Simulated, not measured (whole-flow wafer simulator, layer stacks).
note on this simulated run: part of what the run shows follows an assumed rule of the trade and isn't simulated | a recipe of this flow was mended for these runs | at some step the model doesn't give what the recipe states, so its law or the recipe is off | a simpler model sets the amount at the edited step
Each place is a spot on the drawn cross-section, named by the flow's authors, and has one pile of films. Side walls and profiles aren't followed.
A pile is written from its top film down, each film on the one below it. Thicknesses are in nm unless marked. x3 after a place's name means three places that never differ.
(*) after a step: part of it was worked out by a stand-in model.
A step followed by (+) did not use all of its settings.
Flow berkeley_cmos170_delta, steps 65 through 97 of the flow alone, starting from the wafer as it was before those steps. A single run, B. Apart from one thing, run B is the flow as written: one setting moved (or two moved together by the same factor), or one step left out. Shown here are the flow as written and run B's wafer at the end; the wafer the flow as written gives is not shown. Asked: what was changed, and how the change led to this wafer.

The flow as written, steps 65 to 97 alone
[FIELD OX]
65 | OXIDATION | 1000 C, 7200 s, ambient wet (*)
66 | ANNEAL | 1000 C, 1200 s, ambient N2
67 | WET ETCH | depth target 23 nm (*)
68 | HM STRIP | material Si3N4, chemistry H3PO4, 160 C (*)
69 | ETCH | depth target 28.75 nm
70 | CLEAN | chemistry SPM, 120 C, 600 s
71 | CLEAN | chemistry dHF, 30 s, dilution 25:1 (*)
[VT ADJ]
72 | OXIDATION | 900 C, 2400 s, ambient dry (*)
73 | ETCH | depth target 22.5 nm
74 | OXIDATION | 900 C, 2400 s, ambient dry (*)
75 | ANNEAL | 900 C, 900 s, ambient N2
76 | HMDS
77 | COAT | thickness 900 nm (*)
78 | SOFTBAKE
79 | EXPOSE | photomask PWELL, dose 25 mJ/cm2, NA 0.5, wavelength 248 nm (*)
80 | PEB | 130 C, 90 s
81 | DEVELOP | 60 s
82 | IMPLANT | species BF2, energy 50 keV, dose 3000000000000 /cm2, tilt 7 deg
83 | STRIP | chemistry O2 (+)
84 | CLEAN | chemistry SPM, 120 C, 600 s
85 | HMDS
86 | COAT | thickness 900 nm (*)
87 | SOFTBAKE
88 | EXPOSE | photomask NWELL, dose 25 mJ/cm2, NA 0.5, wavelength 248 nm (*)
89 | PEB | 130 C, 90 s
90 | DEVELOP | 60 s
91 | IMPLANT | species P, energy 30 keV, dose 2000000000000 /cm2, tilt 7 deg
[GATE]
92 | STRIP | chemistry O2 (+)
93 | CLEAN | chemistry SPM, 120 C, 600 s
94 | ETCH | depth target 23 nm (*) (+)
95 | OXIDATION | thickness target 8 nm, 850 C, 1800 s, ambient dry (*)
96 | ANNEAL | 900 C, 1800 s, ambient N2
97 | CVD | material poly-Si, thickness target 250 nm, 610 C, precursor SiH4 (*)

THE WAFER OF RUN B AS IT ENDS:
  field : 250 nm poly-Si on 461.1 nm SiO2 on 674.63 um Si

Cause: step 68, HM STRIP: 139 C was run, while the flow as written has 160 C.

Step by step, how the change led to this:
  68 | HM STRIP | material Si3N4, chemistry H3PO4, 160 C (*)
      sd_n, spacer_n, gate, sd_p, spacer_p, gate_p, contact, m1: -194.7 Si3N4 (all of it), -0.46 SiO2 (in the flow as written it would be: -194.7 Si3N4 (all of it), -9.06 SiO2)
      field: -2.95 SiO2 (in the flow as written it would be: -15.1 SiO2)
  69 | ETCH | depth target 28.75 nm
      spacer_n, gate, spacer_p, gate_p, contact, m1: -26.1 SiO2 (all of it) (in the flow as written it would be: -17.5 SiO2 (all of it))
      sd_n, sd_p: -26.2 SiO2 (all of it) (in the flow as written it would be: -17.6 SiO2 (all of it))
